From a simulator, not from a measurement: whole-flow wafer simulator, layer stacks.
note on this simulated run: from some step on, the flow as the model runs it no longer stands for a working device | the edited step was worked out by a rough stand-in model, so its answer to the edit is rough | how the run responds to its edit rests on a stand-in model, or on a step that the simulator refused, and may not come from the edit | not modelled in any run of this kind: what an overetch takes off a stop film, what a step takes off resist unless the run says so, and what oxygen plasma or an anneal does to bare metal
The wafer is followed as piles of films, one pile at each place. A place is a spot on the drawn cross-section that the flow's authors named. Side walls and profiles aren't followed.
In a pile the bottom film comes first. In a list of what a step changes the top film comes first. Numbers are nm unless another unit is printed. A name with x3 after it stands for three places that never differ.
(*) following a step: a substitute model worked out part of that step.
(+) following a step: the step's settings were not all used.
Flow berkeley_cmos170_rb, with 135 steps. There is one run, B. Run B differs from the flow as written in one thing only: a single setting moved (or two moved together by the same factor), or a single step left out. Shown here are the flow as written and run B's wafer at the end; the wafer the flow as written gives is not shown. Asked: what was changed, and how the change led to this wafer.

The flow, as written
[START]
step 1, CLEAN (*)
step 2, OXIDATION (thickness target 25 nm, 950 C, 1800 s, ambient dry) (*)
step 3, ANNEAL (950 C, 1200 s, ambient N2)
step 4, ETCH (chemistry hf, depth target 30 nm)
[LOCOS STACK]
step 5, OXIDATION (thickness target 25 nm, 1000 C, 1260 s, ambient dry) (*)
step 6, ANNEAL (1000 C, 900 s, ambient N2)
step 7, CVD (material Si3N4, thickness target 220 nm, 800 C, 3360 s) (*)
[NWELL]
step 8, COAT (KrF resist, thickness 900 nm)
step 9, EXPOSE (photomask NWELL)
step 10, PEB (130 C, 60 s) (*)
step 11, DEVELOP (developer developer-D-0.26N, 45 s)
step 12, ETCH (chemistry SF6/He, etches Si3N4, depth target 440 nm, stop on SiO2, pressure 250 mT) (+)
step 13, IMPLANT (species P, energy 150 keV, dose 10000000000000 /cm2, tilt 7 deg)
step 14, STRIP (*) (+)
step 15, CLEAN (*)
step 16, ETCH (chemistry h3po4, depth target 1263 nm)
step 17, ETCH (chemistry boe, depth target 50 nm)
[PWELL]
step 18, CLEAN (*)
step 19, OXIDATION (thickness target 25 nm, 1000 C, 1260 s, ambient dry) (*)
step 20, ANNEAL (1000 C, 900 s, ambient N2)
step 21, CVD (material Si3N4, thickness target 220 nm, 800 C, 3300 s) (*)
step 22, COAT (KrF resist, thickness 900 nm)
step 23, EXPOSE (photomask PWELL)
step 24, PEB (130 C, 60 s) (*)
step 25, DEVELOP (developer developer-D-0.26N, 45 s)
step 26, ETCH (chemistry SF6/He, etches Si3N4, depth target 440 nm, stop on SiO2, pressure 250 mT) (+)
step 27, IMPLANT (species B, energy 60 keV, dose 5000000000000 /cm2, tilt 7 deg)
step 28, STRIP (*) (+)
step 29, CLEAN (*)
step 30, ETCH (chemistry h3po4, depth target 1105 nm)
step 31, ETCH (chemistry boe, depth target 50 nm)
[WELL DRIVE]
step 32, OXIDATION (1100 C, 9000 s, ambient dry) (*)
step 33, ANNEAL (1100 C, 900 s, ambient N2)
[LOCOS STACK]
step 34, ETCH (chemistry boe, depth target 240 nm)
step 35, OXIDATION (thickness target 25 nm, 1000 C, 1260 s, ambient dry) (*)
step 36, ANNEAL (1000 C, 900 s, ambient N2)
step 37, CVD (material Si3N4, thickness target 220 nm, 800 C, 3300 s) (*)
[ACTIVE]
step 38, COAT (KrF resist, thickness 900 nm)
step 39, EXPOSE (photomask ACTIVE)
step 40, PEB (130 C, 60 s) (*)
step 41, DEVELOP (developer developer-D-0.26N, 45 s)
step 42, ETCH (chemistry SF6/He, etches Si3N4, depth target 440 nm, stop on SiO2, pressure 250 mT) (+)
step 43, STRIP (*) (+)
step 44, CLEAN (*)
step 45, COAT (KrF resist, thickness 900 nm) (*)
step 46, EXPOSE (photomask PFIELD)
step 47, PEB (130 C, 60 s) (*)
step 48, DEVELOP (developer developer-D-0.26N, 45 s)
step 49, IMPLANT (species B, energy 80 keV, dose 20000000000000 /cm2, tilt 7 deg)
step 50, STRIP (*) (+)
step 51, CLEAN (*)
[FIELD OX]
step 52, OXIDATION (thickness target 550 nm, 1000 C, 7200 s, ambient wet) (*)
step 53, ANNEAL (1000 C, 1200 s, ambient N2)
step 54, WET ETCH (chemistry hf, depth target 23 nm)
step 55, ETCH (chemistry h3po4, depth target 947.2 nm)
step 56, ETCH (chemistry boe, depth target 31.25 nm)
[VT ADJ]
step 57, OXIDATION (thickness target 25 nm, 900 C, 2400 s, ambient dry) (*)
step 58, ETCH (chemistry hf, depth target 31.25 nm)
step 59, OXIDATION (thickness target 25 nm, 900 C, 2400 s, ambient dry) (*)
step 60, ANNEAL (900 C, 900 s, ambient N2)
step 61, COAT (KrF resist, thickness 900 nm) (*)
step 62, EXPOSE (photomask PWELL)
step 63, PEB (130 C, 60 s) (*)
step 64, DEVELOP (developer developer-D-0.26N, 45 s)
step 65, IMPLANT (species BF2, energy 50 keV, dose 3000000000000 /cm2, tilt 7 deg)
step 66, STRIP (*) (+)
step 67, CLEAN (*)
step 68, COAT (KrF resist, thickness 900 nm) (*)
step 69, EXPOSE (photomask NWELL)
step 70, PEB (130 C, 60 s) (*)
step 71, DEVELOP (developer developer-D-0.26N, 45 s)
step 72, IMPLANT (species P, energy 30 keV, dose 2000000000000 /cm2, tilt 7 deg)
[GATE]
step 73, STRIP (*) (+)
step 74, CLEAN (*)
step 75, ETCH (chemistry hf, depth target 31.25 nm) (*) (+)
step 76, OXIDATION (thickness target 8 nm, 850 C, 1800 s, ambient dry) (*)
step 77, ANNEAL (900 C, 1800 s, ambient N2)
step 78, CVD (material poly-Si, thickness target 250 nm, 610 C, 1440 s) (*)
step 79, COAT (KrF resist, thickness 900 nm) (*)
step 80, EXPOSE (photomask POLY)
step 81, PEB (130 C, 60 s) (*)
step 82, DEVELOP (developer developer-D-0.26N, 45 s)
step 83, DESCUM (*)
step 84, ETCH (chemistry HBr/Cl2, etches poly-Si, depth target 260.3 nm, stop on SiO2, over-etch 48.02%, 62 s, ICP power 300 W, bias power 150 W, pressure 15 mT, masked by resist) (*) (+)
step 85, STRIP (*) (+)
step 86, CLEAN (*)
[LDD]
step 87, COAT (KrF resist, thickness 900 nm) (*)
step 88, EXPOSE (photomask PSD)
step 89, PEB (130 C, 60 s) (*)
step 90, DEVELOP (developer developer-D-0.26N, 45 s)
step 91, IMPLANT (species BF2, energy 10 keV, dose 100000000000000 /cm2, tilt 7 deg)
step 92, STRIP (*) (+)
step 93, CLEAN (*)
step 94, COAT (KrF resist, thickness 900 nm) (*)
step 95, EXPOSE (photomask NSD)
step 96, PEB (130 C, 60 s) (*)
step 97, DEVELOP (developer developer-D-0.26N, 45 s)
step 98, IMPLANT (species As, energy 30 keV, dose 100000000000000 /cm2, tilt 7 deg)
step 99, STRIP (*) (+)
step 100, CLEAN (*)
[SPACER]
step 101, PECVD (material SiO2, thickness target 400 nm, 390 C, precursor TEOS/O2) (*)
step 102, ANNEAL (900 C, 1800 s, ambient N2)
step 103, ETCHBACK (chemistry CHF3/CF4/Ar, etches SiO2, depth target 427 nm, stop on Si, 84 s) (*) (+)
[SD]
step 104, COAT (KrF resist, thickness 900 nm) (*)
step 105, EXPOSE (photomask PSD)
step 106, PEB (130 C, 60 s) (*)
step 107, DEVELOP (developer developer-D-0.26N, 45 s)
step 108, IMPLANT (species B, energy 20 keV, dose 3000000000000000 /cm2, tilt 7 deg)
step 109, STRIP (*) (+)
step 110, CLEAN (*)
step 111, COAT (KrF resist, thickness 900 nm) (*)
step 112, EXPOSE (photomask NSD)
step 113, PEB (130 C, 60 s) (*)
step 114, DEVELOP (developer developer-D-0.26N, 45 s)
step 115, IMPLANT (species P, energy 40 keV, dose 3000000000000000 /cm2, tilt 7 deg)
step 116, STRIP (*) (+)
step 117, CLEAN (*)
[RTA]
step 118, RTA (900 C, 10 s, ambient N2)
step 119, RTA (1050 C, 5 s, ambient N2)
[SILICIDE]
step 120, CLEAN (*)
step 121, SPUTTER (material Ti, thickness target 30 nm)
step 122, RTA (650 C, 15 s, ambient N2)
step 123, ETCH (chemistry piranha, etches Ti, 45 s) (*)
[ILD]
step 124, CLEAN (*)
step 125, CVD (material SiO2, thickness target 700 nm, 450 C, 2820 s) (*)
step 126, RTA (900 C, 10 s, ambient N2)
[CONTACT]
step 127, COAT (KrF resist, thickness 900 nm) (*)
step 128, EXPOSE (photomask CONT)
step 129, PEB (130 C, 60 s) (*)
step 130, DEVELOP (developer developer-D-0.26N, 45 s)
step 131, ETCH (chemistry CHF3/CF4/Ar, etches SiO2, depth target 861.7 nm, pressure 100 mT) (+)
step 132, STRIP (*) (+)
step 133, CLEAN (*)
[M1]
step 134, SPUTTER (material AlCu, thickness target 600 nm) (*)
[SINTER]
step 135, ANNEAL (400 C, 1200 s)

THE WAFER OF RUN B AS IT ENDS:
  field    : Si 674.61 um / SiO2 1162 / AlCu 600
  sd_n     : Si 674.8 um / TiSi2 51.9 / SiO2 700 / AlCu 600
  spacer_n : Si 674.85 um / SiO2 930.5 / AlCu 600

What caused this: step 35, OXIDATION: 1043 C was run, whereas the flow has 1000 C.

The path from the change to this, step by step:
  step 35, OXIDATION (thickness target 25 nm, 1000 C, 1260 s, ambient dry) (*)
      field, sd_n, spacer_n and 6 more: SiO2 gains 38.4 (new film), Si loses 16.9 (it would be, as written: SiO2 gains 26.6 (new film), Si loses 11.7)
  step 52, OXIDATION (thickness target 550 nm, 1000 C, 7200 s, ambient wet) (*)
      gate: SiO2 gains 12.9 (new film), Si3N4 loses 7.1 (it would be, as written: SiO2 gains 12.9 (new film), Si3N4 loses 7.1, SiO2 gains 0.08, Si loses 0.08)
      sd_n: SiO2 gains 12.9 (new film), Si3N4 loses 7.1, SiO2 gains 7.79, Si loses 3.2 (it would be, as written: SiO2 gains 12.9 (new film), Si3N4 loses 7.1, SiO2 gains 2.22, Si loses 0.84)
      (and at 2 other places as well)
  step 56, ETCH (chemistry boe, depth target 31.25 nm)
      spacer_n, gate, spacer_p, gate_p, contact: SiO2 loses 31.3 (it would be, as written: SiO2 loses 26.6 (all of it))
      sd_n: SiO2 loses 31.2 (it would be, as written: SiO2 loses 28.8 (all of it))
      (and at 2 other places as well)
  step 57, OXIDATION (thickness target 25 nm, 900 C, 2400 s, ambient dry) (*)
      spacer_n, gate, spacer_p, gate_p, contact: SiO2 gains 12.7, Si loses 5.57 (it would be, as written: SiO2 gains 15 (new film), Si loses 6.62)
      sd_n: SiO2 gains 11.1, Si loses 4.88 (it would be, as written: SiO2 gains 15 (new film), Si loses 6.62)
      (and at 2 other places as well)
  step 58, ETCH (chemistry hf, depth target 31.25 nm)
      spacer_n, gate, spacer_p, gate_p, contact: SiO2 loses 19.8 (all of it) (it would be, as written: SiO2 loses 15 (all of it))
      sd_n: SiO2 loses 26 (all of it) (it would be, as written: SiO2 loses 15 (all of it))
      (and at 2 other places as well)
  step 121, SPUTTER (material Ti, thickness target 30 nm)
      sd_n: Ti gains 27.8 (new film) (it would be, as written: Ti gains 30 (new film))
  step 122, RTA (650 C, 15 s, ambient N2)
      sd_n: Ti loses 21.7, TiSi first gains 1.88 (new film), TiSi2 C49 gains 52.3 (new film), Si loses 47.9 (it would be, as written: Ti loses 23.4, TiSi first gains 6.2 (new film), TiSi2 C49 gains 50.3 (new film), Si loses 49)
  step 126, RTA (900 C, 10 s, ambient N2)
      sd_n: under 1 film: TiSi2 gains 51.9 (new film), TiSi first loses 1.88 (all of it), TiSi2 C49 loses 52.3 (all of it), Si loses 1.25 (it would be, as written: under 1 film: TiSi2 gains 56 (new film), TiSi first loses 6.2 (all of it), TiSi2 C49 loses 50.3 (all of it), Si loses 4.12)
